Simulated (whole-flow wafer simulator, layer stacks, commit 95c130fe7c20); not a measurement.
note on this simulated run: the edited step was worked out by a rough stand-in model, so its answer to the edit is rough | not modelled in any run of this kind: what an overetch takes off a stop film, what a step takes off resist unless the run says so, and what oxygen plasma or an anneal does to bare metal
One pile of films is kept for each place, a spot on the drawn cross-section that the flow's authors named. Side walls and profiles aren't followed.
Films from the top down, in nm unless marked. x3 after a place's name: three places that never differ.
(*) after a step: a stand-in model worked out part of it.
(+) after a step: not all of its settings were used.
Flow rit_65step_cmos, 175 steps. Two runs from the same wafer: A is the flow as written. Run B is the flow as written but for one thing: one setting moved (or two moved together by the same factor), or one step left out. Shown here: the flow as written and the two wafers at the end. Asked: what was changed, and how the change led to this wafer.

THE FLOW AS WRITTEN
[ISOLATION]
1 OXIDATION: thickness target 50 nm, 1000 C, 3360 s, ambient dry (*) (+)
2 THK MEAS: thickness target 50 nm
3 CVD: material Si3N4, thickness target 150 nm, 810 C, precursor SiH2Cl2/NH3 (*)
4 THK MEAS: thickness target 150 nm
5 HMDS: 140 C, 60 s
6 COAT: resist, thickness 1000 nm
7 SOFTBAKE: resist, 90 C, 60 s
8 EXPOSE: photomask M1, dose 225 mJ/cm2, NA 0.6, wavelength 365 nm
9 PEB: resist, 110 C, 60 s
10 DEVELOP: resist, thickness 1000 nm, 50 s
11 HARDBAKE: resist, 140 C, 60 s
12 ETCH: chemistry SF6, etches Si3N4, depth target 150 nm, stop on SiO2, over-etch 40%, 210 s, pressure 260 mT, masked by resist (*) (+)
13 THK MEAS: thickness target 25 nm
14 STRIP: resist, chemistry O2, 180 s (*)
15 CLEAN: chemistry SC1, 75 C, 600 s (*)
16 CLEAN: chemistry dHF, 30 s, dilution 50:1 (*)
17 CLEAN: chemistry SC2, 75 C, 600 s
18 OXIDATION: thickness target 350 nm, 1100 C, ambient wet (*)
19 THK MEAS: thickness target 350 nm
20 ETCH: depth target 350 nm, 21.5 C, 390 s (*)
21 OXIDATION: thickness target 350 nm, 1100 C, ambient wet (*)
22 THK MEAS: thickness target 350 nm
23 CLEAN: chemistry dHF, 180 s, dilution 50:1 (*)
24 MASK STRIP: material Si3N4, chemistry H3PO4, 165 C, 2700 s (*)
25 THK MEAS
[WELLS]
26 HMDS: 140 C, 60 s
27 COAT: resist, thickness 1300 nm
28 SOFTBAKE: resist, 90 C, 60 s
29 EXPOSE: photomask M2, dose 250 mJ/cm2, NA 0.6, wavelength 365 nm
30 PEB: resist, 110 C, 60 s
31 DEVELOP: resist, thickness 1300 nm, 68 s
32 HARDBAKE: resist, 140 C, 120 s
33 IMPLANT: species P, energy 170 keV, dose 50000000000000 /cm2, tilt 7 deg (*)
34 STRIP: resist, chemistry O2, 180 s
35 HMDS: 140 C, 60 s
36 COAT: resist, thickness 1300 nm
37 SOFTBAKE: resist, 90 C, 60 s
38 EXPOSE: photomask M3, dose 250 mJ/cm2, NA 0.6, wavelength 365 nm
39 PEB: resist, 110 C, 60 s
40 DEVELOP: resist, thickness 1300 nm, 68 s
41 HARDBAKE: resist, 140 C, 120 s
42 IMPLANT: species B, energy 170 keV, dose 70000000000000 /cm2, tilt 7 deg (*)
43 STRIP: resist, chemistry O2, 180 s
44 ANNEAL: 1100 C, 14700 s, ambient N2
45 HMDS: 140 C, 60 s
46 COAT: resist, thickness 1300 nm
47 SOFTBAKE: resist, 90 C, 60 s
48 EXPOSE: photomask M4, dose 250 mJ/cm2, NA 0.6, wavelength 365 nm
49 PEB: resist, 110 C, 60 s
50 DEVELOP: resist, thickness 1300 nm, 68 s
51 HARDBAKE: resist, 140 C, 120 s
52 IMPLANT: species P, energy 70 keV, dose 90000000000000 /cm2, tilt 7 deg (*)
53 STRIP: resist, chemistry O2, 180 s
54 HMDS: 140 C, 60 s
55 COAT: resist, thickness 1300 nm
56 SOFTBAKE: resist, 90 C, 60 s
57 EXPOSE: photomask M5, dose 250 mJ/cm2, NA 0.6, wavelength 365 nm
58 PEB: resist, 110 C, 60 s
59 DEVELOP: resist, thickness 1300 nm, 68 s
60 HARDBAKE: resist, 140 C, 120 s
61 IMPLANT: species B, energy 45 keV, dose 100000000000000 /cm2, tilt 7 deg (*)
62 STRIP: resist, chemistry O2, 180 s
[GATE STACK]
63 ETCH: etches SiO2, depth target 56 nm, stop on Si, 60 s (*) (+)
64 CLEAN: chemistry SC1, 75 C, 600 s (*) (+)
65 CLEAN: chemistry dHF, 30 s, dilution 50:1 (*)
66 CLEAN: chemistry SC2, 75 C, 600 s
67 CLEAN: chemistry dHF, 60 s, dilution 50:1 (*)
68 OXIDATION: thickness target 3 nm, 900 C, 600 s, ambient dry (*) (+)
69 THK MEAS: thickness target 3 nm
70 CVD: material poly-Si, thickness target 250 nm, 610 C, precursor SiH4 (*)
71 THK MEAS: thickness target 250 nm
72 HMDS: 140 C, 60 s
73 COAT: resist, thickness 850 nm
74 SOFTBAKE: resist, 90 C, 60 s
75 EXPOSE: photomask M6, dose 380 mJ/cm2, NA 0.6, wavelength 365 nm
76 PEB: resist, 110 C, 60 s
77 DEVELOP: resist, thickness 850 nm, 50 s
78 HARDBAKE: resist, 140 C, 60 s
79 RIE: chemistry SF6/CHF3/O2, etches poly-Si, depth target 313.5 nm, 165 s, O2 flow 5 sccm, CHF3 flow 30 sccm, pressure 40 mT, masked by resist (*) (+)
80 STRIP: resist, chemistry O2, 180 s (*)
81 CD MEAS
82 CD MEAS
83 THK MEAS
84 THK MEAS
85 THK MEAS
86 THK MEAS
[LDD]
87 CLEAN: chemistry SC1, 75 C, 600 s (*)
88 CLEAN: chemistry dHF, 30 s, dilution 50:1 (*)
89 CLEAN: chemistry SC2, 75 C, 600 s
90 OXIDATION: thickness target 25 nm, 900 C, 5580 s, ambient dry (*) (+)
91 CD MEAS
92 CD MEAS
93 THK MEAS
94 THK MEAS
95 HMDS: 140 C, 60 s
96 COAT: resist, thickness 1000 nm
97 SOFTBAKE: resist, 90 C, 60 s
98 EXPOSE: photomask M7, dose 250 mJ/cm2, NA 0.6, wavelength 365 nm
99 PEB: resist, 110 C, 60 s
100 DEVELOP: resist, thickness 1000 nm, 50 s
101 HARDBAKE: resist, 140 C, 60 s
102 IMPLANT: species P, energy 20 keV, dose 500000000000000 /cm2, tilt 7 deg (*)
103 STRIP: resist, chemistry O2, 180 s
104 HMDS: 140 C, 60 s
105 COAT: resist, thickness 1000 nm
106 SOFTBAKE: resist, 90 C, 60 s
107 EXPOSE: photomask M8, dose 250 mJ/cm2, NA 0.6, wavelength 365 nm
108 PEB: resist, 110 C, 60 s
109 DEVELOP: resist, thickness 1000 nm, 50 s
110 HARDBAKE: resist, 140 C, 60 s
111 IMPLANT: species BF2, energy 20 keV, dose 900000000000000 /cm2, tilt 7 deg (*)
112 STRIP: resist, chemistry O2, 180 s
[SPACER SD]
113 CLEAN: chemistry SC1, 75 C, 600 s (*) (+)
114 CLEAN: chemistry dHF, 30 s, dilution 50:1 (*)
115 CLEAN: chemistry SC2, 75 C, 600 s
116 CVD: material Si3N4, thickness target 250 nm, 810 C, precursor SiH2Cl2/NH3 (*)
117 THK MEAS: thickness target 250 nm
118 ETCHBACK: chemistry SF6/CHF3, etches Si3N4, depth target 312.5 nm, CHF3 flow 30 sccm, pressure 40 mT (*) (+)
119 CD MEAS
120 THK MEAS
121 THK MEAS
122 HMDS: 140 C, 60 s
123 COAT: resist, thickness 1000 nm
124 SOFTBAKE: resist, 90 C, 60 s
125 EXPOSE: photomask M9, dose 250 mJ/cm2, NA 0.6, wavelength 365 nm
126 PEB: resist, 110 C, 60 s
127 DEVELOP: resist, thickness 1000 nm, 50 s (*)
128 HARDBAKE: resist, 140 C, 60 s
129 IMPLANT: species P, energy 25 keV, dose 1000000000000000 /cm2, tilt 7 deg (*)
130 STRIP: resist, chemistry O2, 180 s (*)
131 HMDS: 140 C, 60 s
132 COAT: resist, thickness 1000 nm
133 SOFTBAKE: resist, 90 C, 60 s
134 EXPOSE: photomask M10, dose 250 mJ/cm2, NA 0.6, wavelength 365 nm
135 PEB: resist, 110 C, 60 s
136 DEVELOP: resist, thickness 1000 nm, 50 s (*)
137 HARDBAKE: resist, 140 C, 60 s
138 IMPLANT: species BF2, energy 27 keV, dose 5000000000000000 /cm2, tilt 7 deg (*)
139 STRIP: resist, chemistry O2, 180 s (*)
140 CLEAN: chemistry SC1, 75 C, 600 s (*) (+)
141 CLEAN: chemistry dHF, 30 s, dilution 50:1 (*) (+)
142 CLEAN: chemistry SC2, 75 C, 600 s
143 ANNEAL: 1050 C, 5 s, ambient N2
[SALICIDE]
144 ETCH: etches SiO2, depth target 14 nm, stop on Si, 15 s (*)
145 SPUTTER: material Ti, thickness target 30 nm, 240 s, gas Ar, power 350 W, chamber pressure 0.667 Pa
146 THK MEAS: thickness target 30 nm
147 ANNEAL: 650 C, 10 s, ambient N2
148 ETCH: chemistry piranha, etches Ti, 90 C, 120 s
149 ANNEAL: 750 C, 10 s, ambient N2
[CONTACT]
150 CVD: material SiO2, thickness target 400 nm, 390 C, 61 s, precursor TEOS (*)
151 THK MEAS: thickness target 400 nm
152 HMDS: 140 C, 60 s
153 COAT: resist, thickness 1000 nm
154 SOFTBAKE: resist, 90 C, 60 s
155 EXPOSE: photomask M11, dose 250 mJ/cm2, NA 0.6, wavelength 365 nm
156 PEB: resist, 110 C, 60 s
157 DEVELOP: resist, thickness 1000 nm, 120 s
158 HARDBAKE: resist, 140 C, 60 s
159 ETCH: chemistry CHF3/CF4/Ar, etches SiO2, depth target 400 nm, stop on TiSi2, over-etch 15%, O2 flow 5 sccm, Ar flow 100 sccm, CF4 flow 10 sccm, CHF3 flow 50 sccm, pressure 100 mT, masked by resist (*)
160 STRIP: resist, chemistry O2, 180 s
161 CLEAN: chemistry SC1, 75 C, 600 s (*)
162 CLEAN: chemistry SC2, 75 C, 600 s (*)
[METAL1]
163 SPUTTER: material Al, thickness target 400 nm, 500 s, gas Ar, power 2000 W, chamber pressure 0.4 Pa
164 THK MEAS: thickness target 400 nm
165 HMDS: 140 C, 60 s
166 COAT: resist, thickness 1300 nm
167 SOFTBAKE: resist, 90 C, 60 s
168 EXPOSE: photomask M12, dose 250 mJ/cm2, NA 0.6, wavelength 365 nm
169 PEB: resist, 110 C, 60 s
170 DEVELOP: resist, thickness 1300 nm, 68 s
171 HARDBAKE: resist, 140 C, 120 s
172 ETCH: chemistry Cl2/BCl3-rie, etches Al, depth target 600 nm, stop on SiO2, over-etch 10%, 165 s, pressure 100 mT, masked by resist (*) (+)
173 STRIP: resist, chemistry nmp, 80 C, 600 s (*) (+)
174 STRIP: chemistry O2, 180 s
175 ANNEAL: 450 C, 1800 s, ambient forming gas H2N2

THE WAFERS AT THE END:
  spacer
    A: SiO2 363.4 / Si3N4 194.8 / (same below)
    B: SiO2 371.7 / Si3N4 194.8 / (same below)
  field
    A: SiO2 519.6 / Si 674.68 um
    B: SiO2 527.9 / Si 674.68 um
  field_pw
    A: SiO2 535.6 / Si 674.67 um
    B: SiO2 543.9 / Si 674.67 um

The cause: step 172, ETCH: depth target 540 nm was run, where the flow has depth target 600 nm.

How the change led to this, step by step:
  172 ETCH: chemistry Cl2/BCl3-rie, etches Al, depth target 600 nm, stop on SiO2, over-etch 10%, 165 s, pressure 100 mT, masked by resist (*) (+)
      field, field_pw, field_p, spacer, spacer_p: A Al -400 (all of it), SiO2 -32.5 | B Al -400 (all of it), SiO2 -24.2
      gate_n, gate_p: A Al -396 (all of it), SiO2 -33 | B Al -396 (all of it), SiO2 -24.8
      (and at 1 more place)
